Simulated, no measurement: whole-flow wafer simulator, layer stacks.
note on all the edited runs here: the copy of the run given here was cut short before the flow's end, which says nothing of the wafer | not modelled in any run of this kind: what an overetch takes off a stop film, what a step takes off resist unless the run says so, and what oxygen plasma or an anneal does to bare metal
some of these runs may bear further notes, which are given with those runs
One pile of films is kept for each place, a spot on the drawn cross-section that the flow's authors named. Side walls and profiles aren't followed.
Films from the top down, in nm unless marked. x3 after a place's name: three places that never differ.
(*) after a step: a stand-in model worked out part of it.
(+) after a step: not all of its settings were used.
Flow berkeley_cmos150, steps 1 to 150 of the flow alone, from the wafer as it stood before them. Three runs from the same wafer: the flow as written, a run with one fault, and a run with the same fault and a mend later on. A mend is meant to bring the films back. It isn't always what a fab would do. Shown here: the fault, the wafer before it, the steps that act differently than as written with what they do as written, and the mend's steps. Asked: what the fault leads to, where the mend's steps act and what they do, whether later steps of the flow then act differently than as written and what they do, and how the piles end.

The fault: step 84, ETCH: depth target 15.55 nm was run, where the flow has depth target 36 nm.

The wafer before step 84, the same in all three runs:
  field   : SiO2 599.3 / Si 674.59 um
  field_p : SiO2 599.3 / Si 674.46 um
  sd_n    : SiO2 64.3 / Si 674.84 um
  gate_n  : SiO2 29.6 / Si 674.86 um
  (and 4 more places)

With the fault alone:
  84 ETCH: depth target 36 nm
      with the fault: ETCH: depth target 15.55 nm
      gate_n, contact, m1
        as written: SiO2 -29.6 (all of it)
        with the fault: SiO2 -15.5
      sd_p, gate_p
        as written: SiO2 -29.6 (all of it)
        with the fault: SiO2 -15.6
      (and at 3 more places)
  Later steps of the flow that act differently than as written (25 more steps differ only slightly, by at most 2% or 0.5 nm, whichever is larger, and aren't shown):
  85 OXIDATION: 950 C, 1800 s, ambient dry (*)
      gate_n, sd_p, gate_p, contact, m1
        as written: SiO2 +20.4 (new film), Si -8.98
        with the fault: SiO2 +15.4, Si -6.77
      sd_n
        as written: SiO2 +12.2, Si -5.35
        with the fault: SiO2 +8.77, Si -3.86
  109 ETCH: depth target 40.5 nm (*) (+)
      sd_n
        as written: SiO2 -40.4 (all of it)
        with the fault: SiO2 -40.5
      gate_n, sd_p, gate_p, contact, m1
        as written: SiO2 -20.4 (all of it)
        with the fault: SiO2 -29.4 (all of it)
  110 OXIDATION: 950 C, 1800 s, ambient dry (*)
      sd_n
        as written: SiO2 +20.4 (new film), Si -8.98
        with the fault: SiO2 +13.7, Si -6.03
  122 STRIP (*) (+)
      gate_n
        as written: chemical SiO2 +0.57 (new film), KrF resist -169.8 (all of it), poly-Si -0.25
        with the fault: chemical SiO2 +0.57 (new film), KrF resist -176.6 (all of it), poly-Si -0.25
  At the end the piles differ from the flow's by more than 2% or 0.5 nm, whichever is larger, at field, field_p, sd_n.
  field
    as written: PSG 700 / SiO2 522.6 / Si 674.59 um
    with the fault: PSG 700 / SiO2 542.9 / Si 674.59 um
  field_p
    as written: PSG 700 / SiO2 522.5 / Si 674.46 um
    with the fault: PSG 700 / SiO2 542.8 / Si 674.46 um
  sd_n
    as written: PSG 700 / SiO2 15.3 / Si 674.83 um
    with the fault: PSG 700 / SiO2 25.6 / Si 674.83 um

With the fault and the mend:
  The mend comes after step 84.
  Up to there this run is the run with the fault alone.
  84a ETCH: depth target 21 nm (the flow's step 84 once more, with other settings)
      gate_n, sd_p, gate_p, contact, m1
        SiO2 -14 (all of it)
      field, field_p, sd_n
        SiO2 -21
  No later step of the flow acts differently than as written, at any place that is followed, by more than 2% or 0.5 nm, whichever is larger.
  At the end the piles differ from the flow's only slightly at the places that both follow, by at most 2% or 0.5 nm, whichever is larger.
